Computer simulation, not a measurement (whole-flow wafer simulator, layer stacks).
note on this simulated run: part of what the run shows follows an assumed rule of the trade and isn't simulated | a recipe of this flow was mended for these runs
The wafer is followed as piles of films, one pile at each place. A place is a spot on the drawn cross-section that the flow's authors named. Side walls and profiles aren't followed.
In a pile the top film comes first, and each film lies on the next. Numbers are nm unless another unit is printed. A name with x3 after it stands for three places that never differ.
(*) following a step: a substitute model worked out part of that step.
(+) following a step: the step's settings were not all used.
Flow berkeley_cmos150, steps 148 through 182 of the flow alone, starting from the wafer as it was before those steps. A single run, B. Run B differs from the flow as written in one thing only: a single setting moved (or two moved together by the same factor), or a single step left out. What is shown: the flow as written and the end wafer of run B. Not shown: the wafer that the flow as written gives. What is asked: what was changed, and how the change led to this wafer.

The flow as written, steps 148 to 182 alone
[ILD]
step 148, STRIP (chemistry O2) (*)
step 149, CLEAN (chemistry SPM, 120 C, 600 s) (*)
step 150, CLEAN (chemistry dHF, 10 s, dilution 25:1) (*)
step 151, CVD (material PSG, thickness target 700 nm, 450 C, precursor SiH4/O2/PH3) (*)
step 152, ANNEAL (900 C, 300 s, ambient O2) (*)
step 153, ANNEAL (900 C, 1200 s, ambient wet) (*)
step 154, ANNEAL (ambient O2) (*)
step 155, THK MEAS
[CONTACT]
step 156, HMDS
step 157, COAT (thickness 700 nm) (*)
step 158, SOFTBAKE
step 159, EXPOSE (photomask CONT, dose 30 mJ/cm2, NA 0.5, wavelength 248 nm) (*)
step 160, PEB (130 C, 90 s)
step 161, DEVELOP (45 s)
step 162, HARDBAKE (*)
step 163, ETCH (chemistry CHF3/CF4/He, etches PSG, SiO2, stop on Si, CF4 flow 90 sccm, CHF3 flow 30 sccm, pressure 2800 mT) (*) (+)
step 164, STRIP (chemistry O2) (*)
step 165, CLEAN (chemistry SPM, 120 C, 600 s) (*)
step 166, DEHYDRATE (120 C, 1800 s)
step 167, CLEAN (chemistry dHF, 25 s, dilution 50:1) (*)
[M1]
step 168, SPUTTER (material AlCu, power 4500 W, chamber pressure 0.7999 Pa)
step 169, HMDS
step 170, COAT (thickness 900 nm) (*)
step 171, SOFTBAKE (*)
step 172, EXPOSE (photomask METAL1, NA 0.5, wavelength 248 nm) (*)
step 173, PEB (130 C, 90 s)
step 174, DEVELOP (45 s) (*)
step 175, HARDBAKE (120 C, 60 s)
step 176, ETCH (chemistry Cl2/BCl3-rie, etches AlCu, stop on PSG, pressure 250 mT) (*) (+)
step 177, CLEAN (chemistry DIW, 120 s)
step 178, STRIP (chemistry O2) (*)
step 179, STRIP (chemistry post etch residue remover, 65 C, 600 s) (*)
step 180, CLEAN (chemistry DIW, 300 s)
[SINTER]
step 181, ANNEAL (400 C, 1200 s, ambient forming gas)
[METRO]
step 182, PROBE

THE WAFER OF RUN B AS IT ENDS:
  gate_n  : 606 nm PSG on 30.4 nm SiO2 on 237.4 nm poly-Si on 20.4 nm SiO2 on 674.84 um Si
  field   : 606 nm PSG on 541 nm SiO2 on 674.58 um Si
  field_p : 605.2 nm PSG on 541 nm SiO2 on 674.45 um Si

Cause: step 153, ANNEAL: 1365 s was run, whereas the flow has 1200 s.

Step by step, how the change led to this:
  step 153, ANNEAL (900 C, 1200 s, ambient wet) (*)
      sd_n, contact, m1: -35 PSG, +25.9 SiO2, -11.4 Si (in the flow as written it would be: -35 PSG, +22.8 SiO2, -10 Si)
      field, field_p: -35 PSG, +18.5 SiO2, -8.13 Si (in the flow as written it would be: -35 PSG, +16.3 SiO2, -7.15 Si)
      (and at 3 other places as well)
  step 163, ETCH (chemistry CHF3/CF4/He, etches PSG, SiO2, stop on Si, CF4 flow 90 sccm, CHF3 flow 30 sccm, pressure 2800 mT) (*) (+)
      contact: -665 PSG (all of it), -41.2 SiO2 (all of it), -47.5 Si (in the flow as written it would be: -665 PSG (all of it), -38.1 SiO2 (all of it), -47.5 Si)
